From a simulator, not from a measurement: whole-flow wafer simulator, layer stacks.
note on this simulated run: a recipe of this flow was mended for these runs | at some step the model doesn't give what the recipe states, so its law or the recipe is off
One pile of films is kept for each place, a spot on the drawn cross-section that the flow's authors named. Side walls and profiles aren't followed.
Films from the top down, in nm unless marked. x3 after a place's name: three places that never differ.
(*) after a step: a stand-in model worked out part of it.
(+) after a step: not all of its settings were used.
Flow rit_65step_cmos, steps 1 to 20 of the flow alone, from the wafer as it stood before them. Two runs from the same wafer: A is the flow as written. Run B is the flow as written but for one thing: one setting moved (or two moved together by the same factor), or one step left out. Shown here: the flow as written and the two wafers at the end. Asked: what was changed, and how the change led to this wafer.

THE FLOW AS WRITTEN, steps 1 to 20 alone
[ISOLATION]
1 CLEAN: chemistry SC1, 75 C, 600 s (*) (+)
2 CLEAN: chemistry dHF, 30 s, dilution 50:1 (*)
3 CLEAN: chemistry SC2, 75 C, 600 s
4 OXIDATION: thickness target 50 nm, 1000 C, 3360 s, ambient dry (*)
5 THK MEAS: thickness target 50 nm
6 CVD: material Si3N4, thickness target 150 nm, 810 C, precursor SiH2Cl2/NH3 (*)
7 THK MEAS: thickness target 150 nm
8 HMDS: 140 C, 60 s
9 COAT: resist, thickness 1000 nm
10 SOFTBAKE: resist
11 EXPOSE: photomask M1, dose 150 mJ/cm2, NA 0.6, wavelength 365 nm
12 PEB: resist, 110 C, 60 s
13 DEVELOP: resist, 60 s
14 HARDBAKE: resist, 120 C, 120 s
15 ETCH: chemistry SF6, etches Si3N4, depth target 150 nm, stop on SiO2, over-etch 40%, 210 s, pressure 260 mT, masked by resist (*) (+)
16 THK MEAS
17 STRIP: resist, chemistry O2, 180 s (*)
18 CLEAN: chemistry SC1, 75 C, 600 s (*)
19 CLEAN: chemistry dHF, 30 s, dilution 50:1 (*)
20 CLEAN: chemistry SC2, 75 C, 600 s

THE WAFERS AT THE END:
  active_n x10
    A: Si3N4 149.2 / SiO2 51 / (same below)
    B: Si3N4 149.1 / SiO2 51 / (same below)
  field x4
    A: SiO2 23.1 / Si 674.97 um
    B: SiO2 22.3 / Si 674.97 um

The cause: step 18, CLEAN: 832 s was run, where the flow has 600 s.

How the change led to this, step by step:
  18 CLEAN: chemistry SC1, 75 C, 600 s (*)
      field x4: A SiO2 -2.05 | B SiO2 -2.84
